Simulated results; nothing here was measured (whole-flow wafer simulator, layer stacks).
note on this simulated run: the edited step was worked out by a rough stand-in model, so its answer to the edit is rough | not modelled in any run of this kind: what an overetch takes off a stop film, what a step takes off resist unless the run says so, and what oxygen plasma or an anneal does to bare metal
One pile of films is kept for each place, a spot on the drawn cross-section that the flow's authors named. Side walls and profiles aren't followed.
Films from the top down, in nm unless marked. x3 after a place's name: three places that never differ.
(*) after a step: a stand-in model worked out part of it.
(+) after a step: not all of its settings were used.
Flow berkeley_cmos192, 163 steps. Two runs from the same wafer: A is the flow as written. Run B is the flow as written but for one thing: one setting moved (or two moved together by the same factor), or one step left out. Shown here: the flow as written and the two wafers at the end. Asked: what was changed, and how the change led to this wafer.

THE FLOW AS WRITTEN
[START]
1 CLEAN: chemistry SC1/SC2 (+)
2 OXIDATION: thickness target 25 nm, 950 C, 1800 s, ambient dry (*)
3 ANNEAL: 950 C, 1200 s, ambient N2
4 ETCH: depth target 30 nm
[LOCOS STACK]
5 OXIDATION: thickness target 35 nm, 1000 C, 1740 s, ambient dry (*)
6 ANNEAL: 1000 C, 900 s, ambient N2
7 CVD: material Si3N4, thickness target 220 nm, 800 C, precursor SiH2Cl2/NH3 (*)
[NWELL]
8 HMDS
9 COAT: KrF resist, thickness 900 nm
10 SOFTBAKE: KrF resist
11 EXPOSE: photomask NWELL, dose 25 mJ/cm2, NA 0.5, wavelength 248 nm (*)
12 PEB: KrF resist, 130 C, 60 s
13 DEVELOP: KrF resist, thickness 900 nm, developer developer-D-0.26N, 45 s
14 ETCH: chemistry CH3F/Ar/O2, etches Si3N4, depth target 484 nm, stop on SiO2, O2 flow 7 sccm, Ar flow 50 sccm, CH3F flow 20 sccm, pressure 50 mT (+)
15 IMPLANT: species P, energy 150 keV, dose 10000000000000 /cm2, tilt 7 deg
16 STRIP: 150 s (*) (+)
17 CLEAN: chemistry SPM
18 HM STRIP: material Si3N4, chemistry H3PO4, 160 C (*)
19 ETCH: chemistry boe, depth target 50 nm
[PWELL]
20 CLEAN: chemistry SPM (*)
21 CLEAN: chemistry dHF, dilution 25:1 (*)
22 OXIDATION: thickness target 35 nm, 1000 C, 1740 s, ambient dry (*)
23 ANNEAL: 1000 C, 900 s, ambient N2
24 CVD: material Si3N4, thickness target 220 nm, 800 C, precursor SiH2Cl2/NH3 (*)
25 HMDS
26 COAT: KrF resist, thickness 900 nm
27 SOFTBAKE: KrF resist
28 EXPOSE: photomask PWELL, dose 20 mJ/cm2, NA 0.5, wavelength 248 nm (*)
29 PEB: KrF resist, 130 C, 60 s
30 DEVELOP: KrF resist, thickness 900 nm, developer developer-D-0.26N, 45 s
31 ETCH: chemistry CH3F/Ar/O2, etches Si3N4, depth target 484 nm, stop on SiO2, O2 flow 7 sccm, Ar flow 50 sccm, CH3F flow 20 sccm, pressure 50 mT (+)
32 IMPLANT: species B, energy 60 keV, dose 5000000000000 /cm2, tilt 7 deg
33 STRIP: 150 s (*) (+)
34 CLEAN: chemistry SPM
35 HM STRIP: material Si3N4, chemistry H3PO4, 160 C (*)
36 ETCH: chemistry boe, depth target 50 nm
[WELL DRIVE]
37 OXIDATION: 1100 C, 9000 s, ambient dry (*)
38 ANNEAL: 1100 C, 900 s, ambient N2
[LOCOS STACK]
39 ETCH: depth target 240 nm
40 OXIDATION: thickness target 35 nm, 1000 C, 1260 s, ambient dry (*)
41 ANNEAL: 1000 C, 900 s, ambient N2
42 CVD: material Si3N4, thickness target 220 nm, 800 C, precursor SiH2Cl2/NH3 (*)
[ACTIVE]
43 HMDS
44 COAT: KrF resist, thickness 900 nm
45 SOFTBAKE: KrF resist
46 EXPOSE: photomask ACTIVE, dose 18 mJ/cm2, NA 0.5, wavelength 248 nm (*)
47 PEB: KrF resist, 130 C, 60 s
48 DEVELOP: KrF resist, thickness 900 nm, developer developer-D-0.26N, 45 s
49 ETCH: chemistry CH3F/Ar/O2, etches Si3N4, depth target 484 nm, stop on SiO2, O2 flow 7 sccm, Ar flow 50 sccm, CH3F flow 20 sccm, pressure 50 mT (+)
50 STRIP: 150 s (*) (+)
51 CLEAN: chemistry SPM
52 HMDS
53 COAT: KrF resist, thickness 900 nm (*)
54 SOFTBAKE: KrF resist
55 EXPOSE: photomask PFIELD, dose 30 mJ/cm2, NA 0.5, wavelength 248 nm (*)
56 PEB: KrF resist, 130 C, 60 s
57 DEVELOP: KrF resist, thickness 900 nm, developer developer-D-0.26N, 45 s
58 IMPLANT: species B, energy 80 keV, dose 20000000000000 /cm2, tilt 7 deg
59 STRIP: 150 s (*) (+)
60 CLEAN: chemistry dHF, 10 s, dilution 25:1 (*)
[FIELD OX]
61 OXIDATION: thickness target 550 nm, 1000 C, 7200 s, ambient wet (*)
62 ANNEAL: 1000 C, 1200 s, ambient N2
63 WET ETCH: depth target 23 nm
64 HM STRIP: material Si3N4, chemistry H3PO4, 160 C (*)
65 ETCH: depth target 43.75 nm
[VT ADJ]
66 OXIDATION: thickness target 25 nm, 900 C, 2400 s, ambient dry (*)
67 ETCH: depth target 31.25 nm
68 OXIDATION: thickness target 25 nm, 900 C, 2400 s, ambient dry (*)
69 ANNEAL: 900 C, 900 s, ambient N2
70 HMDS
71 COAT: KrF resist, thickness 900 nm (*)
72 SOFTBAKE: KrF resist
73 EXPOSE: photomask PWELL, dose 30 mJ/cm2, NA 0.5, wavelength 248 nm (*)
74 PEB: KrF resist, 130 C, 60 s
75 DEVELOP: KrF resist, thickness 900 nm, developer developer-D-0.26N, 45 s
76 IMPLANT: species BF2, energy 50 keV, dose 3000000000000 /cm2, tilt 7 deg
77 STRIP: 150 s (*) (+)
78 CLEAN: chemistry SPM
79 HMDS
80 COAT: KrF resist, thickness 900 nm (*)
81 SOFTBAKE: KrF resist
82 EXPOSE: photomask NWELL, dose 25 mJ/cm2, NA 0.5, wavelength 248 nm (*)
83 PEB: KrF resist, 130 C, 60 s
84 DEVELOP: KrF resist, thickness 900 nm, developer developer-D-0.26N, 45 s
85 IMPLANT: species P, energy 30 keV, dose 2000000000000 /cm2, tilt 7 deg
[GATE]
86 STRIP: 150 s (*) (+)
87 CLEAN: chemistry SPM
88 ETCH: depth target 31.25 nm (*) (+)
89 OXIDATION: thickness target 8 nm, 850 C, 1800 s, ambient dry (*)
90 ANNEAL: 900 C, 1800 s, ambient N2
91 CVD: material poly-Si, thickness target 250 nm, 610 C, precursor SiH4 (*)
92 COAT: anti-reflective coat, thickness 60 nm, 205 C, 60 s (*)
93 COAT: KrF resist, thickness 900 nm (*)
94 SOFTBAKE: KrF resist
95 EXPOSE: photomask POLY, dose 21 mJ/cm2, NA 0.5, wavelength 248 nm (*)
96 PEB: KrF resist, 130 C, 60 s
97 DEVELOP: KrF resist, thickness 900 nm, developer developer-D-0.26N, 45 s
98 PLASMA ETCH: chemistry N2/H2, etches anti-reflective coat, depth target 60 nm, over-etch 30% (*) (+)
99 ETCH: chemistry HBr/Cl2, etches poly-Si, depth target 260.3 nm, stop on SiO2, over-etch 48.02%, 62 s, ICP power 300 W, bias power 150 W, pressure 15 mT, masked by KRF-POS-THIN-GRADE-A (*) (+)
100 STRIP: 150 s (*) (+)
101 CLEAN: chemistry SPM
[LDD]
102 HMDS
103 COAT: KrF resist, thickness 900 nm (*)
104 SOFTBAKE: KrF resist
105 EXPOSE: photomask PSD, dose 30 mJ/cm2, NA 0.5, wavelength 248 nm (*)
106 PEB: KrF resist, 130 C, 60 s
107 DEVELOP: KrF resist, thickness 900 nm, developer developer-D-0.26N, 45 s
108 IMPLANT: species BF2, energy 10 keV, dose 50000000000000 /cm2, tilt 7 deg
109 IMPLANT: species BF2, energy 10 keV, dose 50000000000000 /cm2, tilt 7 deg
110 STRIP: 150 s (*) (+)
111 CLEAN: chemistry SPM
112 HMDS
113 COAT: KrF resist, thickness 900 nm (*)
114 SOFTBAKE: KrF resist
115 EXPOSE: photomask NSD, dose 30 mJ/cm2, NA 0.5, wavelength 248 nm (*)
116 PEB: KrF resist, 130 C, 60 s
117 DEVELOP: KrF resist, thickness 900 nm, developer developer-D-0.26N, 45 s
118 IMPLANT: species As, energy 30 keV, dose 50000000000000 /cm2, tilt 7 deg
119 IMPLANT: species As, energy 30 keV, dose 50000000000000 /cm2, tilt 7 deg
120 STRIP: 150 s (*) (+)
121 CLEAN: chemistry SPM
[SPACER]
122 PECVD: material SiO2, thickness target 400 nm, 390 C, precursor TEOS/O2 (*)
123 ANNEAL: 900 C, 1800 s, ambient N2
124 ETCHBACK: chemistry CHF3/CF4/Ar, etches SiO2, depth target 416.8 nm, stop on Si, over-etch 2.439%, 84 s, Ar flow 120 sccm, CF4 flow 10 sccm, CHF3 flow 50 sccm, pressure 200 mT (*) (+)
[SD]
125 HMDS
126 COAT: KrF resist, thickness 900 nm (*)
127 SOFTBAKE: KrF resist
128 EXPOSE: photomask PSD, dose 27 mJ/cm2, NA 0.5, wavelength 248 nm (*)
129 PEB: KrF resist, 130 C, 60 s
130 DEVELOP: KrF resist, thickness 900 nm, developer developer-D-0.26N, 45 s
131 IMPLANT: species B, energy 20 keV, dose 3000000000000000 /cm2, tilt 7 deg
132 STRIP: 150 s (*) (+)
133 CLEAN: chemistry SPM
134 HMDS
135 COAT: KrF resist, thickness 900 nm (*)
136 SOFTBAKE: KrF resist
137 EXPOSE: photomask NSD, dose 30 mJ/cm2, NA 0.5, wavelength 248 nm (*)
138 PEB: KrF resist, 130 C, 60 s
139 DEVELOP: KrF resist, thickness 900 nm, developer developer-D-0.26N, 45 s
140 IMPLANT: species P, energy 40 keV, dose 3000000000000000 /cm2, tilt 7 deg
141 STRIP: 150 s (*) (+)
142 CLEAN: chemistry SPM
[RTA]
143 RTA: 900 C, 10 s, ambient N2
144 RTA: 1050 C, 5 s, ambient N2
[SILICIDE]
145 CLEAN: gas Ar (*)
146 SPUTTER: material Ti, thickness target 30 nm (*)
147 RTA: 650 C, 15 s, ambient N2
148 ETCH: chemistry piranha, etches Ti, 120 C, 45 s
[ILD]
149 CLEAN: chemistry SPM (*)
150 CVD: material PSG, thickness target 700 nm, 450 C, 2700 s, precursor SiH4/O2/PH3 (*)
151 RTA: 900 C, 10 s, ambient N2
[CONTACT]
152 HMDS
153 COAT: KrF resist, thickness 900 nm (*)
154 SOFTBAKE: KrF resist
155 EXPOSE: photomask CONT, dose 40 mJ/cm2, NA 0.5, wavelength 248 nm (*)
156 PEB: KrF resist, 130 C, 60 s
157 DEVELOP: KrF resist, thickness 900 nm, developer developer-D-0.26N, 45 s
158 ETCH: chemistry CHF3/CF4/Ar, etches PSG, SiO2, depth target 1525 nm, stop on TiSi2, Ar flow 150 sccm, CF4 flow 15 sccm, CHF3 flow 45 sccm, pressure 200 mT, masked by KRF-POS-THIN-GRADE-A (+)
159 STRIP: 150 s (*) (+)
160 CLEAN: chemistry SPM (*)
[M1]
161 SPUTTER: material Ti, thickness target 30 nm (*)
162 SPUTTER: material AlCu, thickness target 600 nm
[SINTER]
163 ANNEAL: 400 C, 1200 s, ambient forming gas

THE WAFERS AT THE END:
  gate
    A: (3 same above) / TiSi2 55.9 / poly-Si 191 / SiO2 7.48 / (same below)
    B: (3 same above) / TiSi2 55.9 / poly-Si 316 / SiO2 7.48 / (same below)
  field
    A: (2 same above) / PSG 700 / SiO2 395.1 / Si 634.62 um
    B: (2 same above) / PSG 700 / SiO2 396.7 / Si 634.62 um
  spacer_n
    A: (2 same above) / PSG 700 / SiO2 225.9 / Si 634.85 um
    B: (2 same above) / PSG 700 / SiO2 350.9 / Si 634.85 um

The cause: step 91, CVD: thickness target 375 nm was run, where the flow has thickness target 250 nm.

How the change led to this, step by step:
  91 CVD: material poly-Si, thickness target 250 nm, 610 C, precursor SiH4 (*)
      field, sd_n, spacer_n and 6 more: A poly-Si +250 (new film) | B poly-Si +375 (new film)
  92 COAT: anti-reflective coat, thickness 60 nm, 205 C, 60 s (*)
      field: A anti-reflective coat +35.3 (new film) | B anti-reflective coat +36.7 (new film)
      sd_n: A anti-reflective coat +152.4 (new film) | B anti-reflective coat +157.8 (new film)
      (and at 2 more places)
  98 PLASMA ETCH: chemistry N2/H2, etches anti-reflective coat, depth target 60 nm, over-etch 30% (*) (+)
      field: A anti-reflective coat -35.3 (all of it), poly-Si -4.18 | B anti-reflective coat -36.7 (all of it), poly-Si -4.32
      sd_n: A anti-reflective coat -152.4 (all of it), poly-Si -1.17 | B anti-reflective coat -157.8 (all of it), poly-Si -1.21
      (and at 2 more places)
  99 ETCH: chemistry HBr/Cl2, etches poly-Si, depth target 260.3 nm, stop on SiO2, over-etch 48.02%, 62 s, ICP power 300 W, bias power 150 W, pressure 15 mT, masked by KRF-POS-THIN-GRADE-A (*) (+)
      spacer_n, spacer_p: A poly-Si -245.8 (all of it), SiO2 -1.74 | B poly-Si -370.6 (all of it), SiO2 -0.07
      field: A poly-Si -245.8 (all of it), SiO2 -1.74 | B poly-Si -370.7 (all of it), SiO2 -0.07
      (and at 4 more places)
  103 COAT: KrF resist, thickness 900 nm (*)
      gate: A KrF resist +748 (new film) | B KrF resist +643.4 (new film)
      gate_p: A KrF resist +744.1 (new film) | B KrF resist +639.5 (new film)
  107 DEVELOP: KrF resist, thickness 900 nm, developer developer-D-0.26N, 45 s
      gate_p: A KrF resist -742.9 (all of it) | B KrF resist -638.6 (all of it)
  110 STRIP: 150 s (*) (+)
      gate: A KrF resist -732.7 (all of it), chemical SiO2 +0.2, poly-Si -0.09 | B KrF resist -628.2 (all of it), chemical SiO2 +0.2, poly-Si -0.09
  113 COAT: KrF resist, thickness 900 nm (*)
      gate: A KrF resist +747.9 (new film) | B KrF resist +643.3 (new film)
      gate_p: A KrF resist +743.9 (new film) | B KrF resist +639.4 (new film)
  117 DEVELOP: KrF resist, thickness 900 nm, developer developer-D-0.26N, 45 s
      gate: A KrF resist -746.8 (all of it) | B KrF resist -642.3 (all of it)
  120 STRIP: 150 s (*) (+)
      gate_p: A KrF resist -728.6 (all of it), chemical SiO2 +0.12, poly-Si -0.05 | B KrF resist -624.2 (all of it), chemical SiO2 +0.12, poly-Si -0.05
  124 ETCHBACK: chemistry CHF3/CF4/Ar, etches SiO2, depth target 416.8 nm, stop on Si, over-etch 2.439%, 84 s, Ar flow 120 sccm, CF4 flow 10 sccm, CHF3 flow 50 sccm, pressure 200 mT (*) (+)
      spacer_n: A SiO2 -160 | B SiO2 -35.4
      spacer_p: A SiO2 -159.9 | B SiO2 -35.4
  126 COAT: KrF resist, thickness 900 nm (*)
      spacer_n: A KrF resist +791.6 (new film) | B KrF resist +700.8 (new film)
      gate: A KrF resist +771.5 (new film) | B KrF resist +682.9 (new film)
      (and at 2 more places)
  130 DEVELOP: KrF resist, thickness 900 nm, developer developer-D-0.26N, 45 s
      spacer_p: A KrF resist -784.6 (all of it) | B KrF resist -694.2 (all of it)
      gate_p: A KrF resist -764.3 (all of it) | B KrF resist -676.2 (all of it)
  132 STRIP: 150 s (*) (+)
      spacer_n: A KrF resist -776.1 (all of it) | B KrF resist -685.5 (all of it)
      gate: A chemical SiO2 +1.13 (new film), KrF resist -756.1 (all of it), poly-Si -0.5 | B chemical SiO2 +1.13 (new film), KrF resist -667.7 (all of it), poly-Si -0.5
  135 COAT: KrF resist, thickness 900 nm (*)
      spacer_n: A KrF resist +791.1 (new film) | B KrF resist +701 (new film)
      gate: A KrF resist +770.3 (new film) | B KrF resist +682.5 (new film)
      (and at 2 more places)
  139 DEVELOP: KrF resist, thickness 900 nm, developer developer-D-0.26N, 45 s
      spacer_n: A KrF resist -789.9 (all of it) | B KrF resist -699.9 (all of it)
      gate: A KrF resist -769.1 (all of it) | B KrF resist -681.5 (all of it)
  ... 2 more steps ...
  159 STRIP: 150 s (*) (+)
      field: A KrF resist -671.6 (all of it) | B KrF resist -686.6 (all of it)
      spacer_n: A KrF resist -620.3 (all of it) | B KrF resist -554.1 (all of it)
      (and at 4 more places)
